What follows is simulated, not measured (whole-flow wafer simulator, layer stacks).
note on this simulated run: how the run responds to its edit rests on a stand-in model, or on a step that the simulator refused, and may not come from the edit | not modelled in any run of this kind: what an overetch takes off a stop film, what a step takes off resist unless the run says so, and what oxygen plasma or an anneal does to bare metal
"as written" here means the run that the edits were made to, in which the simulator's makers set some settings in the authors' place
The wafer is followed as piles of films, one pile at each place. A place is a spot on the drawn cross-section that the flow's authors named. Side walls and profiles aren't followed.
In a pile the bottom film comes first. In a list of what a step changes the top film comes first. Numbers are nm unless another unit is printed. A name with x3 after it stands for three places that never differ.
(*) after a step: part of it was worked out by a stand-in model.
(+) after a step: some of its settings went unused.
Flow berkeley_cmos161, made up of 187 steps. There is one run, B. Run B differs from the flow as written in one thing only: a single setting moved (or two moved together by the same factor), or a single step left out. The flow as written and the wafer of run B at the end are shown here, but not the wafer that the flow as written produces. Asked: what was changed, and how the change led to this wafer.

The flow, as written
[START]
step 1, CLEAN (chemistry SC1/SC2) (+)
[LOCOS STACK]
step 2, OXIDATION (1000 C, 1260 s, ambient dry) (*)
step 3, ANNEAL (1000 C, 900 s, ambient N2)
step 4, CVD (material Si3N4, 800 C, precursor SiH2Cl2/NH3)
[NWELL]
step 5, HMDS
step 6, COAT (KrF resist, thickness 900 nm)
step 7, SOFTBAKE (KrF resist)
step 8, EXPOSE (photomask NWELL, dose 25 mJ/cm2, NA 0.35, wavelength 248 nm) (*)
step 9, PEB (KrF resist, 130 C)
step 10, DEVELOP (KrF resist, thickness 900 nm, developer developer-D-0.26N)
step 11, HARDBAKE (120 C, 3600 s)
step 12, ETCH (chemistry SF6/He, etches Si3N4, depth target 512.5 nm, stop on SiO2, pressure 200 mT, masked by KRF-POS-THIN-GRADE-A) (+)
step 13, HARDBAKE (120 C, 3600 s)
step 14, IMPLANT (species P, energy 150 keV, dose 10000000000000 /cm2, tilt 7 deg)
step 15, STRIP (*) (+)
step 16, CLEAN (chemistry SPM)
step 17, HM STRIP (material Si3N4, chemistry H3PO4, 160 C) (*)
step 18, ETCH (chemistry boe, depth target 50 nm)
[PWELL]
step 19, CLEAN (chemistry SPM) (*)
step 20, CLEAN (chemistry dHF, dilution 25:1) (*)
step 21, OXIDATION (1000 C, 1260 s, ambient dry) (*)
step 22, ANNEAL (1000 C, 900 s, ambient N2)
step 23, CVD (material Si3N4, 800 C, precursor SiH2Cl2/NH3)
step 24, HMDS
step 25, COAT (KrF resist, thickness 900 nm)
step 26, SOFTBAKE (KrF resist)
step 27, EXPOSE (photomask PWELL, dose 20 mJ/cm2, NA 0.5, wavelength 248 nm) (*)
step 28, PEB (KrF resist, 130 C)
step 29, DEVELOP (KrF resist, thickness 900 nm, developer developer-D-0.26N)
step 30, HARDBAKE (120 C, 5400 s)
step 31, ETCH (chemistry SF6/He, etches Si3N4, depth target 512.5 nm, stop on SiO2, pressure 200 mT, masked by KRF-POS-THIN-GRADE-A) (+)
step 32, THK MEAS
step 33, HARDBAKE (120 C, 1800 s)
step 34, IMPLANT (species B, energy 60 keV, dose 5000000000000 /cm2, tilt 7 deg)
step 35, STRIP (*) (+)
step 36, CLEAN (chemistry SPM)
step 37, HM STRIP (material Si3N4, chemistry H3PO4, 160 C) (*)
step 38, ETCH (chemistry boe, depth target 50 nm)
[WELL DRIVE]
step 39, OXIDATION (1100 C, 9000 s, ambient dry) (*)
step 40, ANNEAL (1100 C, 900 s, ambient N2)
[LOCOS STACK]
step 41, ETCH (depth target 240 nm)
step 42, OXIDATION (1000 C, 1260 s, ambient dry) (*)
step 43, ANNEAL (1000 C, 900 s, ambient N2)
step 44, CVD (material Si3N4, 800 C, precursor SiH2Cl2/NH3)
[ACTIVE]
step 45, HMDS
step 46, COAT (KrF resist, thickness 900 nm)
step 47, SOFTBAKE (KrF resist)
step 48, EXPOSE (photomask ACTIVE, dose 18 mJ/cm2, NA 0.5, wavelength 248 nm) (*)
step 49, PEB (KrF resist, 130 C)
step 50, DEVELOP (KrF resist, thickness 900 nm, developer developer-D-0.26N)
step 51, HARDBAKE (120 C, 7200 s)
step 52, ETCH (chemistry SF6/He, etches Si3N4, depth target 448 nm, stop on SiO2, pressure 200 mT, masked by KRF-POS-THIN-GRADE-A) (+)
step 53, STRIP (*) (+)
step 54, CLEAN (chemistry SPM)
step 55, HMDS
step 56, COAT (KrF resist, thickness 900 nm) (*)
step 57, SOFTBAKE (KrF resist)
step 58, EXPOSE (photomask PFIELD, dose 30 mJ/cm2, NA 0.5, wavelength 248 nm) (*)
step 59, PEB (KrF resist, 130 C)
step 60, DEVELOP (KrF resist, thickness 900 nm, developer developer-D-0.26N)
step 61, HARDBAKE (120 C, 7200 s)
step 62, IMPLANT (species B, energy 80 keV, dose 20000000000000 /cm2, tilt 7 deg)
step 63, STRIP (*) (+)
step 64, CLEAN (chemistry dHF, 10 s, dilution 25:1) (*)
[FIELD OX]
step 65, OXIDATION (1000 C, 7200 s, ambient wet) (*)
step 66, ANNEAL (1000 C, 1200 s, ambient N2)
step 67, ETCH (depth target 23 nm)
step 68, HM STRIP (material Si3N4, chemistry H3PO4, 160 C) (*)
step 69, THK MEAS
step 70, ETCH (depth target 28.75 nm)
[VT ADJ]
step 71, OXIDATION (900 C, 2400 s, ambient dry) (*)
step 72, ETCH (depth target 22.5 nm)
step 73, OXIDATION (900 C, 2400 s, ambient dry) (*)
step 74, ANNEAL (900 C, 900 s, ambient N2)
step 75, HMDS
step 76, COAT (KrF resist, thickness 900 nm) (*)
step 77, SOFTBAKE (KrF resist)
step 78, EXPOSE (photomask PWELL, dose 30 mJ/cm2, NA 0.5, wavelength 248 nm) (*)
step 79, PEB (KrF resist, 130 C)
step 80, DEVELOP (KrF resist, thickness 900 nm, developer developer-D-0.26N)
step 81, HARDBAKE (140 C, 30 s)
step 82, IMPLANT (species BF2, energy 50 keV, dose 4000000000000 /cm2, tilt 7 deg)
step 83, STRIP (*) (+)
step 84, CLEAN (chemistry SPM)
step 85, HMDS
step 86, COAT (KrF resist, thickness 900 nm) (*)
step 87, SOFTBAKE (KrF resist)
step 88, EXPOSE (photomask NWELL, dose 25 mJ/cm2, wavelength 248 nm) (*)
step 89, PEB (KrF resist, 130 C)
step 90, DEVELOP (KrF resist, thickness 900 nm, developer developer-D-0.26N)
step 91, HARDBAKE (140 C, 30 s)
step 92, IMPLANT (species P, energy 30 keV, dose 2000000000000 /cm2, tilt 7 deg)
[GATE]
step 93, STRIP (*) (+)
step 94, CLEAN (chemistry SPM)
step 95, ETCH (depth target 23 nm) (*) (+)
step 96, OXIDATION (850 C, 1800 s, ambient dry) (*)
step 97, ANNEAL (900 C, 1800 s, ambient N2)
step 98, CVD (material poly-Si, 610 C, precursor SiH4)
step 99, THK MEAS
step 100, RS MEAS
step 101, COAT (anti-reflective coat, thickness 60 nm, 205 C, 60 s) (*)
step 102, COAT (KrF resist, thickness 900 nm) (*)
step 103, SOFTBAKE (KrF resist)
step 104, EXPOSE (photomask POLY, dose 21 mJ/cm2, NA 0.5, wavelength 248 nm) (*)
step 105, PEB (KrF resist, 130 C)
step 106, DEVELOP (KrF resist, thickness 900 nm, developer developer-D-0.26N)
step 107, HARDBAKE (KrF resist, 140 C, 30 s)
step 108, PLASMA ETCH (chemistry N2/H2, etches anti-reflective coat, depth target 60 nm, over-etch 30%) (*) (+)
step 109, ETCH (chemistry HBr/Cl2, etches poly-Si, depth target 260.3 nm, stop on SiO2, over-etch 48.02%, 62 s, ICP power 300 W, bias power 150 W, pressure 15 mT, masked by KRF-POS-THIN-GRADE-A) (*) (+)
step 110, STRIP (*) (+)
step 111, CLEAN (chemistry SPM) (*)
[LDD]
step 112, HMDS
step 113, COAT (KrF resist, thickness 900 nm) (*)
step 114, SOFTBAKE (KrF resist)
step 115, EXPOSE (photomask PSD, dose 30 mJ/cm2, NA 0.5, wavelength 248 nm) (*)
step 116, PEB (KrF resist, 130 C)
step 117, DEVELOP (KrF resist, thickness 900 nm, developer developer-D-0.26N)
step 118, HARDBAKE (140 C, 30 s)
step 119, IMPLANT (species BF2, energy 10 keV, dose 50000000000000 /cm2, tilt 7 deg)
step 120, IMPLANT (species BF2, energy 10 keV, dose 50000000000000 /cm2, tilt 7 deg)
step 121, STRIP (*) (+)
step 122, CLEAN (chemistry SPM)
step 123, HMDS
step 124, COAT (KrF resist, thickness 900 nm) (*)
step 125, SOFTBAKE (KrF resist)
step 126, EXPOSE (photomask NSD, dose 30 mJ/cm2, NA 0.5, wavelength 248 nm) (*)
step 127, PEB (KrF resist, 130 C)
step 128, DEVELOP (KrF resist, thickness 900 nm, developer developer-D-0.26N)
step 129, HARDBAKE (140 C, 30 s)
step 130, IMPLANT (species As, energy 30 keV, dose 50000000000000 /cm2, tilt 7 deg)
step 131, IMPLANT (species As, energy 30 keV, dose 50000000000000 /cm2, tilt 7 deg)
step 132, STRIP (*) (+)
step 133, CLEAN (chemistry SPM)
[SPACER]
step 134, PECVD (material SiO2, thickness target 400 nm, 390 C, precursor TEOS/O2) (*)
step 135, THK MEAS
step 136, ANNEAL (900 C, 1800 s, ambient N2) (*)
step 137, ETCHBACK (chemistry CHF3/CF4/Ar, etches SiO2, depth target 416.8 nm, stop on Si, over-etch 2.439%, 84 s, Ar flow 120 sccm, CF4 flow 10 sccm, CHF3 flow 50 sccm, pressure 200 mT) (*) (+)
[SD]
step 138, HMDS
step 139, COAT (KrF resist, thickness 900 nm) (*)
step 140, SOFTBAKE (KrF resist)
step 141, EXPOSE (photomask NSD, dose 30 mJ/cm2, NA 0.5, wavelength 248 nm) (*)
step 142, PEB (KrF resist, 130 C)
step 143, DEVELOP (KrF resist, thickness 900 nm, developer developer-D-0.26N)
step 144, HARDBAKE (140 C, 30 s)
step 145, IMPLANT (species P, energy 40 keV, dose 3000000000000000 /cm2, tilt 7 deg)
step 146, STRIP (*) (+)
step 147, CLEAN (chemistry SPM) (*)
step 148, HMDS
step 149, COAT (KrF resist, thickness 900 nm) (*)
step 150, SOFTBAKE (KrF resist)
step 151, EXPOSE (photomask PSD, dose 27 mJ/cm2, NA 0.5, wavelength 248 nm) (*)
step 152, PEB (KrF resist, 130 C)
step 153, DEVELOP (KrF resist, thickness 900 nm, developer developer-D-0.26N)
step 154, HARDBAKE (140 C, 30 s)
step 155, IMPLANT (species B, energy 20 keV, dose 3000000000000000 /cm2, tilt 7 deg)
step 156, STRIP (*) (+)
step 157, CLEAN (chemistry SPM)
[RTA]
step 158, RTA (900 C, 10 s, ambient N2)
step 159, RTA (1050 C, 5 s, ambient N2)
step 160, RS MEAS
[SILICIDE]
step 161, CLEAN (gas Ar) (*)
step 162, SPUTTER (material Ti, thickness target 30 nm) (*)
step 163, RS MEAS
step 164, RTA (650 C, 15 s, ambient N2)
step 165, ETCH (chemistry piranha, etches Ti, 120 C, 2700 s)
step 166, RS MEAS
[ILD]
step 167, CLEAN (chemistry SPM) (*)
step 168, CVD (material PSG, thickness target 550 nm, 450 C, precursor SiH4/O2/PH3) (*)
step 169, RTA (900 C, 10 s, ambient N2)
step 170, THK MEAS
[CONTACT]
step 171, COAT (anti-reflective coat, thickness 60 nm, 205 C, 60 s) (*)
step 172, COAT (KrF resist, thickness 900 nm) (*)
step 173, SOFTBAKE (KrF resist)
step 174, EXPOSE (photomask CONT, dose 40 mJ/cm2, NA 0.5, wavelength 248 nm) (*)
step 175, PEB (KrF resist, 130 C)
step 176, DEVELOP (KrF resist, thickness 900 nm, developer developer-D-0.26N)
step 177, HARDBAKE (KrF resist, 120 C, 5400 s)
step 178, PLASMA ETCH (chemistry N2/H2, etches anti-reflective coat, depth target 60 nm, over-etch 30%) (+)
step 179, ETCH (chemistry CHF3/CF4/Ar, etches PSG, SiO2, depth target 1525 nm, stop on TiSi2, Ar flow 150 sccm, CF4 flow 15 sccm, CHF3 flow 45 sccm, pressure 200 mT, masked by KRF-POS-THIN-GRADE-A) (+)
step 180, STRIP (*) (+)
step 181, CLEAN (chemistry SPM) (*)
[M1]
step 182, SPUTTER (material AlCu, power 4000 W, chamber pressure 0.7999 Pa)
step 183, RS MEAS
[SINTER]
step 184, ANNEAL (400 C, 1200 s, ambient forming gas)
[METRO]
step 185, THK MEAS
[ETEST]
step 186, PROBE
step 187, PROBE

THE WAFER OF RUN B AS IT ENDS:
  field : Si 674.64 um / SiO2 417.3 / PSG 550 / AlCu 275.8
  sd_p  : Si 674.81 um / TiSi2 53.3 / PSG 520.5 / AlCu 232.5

What caused this: step 67, ETCH: depth target 14 nm was run, while the flow as written has depth target 23 nm.

The path from the change to this, step by step:
  step 67, ETCH (depth target 23 nm)
      field: -14 SiO2 (as written it would have been: -23 SiO2)
  step 101, COAT (anti-reflective coat, thickness 60 nm, 205 C, 60 s) (*)
      sd_n: +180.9 anti-reflective coat (new film) (as written it would have been: +173.5 anti-reflective coat (new film))
      spacer_n: +27 anti-reflective coat (new film) (as written it would have been: +28.7 anti-reflective coat (new film))
      (as well as at 3 more places)
  step 108, PLASMA ETCH (chemistry N2/H2, etches anti-reflective coat, depth target 60 nm, over-etch 30%) (*) (+)
      sd_n: -180.9 anti-reflective coat (all of it), -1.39 poly-Si (as written it would have been: -173.5 anti-reflective coat (all of it), -1.33 poly-Si)
      spacer_n: -27 anti-reflective coat (all of it), -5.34 poly-Si (as written it would have been: -28.7 anti-reflective coat (all of it), -5.05 poly-Si)
      (as well as at 1 more place)
  step 110, STRIP (*) (+)
      gate_n: +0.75 chemical SiO2 (new film), -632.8 KrF resist (all of it), -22 anti-reflective coat (all of it), -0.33 poly-Si (as written it would have been: +0.75 chemical SiO2 (new film), -626.8 KrF resist (all of it), -23.7 anti-reflective coat (all of it), -0.33 poly-Si)
      gate_p: +0.75 chemical SiO2 (new film), -601.7 KrF resist (all of it), -27 anti-reflective coat (all of it), -0.33 poly-Si (as written it would have been: +0.75 chemical SiO2 (new film), -598.2 KrF resist (all of it), -27.9 anti-reflective coat (all of it), -0.33 poly-Si)
  step 171, COAT (anti-reflective coat, thickness 60 nm, 205 C, 60 s) (*)
      sd_n: +157.1 anti-reflective coat (new film) (as written it would have been: +149.7 anti-reflective coat (new film))
      m1: +100.2 anti-reflective coat (new film) (as written it would have been: +97.8 anti-reflective coat (new film))
  step 180, STRIP (*) (+)
      sd_n: -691 KrF resist (all of it), -157.1 anti-reflective coat (all of it) (as written it would have been: -692.5 KrF resist (all of it), -149.7 anti-reflective coat (all of it))
      m1: -743.1 KrF resist (all of it), -100.2 anti-reflective coat (all of it) (as written it would have been: -739.9 KrF resist (all of it), -97.8 anti-reflective coat (all of it))
